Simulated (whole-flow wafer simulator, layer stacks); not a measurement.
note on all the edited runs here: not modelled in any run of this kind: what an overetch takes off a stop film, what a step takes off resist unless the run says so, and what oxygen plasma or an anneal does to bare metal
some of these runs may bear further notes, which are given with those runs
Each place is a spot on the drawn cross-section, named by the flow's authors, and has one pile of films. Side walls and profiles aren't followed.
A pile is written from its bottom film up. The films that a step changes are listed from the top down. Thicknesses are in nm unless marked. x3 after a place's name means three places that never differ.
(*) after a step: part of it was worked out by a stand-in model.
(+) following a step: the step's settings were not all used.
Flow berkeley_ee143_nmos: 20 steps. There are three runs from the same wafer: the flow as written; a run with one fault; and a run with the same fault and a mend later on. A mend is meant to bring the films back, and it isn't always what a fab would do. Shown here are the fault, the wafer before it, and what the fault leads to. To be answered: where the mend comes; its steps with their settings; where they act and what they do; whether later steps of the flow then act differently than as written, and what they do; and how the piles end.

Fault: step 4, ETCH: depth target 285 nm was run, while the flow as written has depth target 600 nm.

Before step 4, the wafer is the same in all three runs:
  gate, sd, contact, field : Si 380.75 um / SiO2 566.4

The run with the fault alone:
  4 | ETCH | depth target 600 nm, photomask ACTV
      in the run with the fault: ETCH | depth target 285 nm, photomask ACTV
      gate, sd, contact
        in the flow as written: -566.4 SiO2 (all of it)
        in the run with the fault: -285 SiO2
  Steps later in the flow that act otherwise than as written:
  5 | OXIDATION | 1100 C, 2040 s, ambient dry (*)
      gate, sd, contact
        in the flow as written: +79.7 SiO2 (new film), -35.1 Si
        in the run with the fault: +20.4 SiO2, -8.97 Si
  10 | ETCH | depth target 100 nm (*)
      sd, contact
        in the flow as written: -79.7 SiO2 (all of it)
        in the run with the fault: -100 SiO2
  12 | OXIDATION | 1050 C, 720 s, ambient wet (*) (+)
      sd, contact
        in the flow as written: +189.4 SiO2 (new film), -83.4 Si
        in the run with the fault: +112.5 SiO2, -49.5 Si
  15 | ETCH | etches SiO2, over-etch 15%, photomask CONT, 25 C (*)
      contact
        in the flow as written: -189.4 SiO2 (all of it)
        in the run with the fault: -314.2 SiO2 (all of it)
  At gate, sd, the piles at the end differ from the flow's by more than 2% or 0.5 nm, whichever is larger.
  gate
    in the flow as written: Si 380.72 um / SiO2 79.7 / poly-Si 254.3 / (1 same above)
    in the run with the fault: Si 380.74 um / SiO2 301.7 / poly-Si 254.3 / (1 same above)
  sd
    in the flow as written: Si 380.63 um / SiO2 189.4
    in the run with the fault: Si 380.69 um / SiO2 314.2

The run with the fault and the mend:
  The mend stands after step 4.
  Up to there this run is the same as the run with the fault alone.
  4a | ETCH | depth target 315 nm, photomask ACTV (the flow's step 4, run once more with other settings)
      gate, sd, contact
        -281.4 SiO2 (all of it)
  None of the later steps of the flow acts differently than as written at any place that is followed.
  The piles end the same as the flow's at every place that both follow.
